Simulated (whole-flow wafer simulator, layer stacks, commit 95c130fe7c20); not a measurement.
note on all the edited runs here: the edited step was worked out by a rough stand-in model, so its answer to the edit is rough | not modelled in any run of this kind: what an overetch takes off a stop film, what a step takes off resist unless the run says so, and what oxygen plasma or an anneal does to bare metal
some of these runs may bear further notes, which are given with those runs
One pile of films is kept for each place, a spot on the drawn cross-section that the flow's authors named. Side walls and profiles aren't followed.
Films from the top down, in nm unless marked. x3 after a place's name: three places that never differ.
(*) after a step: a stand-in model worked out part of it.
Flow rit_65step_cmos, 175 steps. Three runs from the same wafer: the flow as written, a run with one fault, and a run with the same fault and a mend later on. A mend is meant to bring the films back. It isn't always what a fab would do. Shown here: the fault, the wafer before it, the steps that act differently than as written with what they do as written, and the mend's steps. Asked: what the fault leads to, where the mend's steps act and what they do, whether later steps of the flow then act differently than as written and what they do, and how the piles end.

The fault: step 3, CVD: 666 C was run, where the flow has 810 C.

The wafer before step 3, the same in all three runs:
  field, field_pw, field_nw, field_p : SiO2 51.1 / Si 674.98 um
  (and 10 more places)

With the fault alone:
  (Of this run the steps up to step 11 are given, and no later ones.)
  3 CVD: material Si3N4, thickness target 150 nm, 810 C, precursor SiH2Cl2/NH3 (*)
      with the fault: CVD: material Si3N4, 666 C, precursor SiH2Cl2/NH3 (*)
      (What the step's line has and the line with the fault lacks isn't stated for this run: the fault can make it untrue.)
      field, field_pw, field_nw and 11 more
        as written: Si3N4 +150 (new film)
        with the fault: Si3N4 +9.86 (new film)
  No later step of the flow up to step 11 acts differently than as written at any place that is followed.
  After step 11 the piles differ from the flow's by more than 2% or 0.5 nm, whichever is larger, at field, field_pw, field_nw and 11 more.
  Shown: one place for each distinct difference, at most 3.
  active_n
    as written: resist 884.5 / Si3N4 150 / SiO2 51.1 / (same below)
    with the fault: resist 884.5 / Si3N4 9.86 / SiO2 51.1 / (same below)
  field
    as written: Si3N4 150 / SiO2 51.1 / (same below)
    with the fault: Si3N4 9.86 / SiO2 51.1 / (same below)

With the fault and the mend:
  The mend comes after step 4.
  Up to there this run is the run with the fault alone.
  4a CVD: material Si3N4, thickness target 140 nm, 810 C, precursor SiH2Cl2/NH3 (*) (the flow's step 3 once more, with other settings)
      field, field_pw, field_nw and 11 more
        Si3N4 +140
  No later step of the flow acts differently than as written, at any place that is followed, by more than 2% or 0.5 nm, whichever is larger.
  At the end the piles are the same as the flow's at every place that both follow.
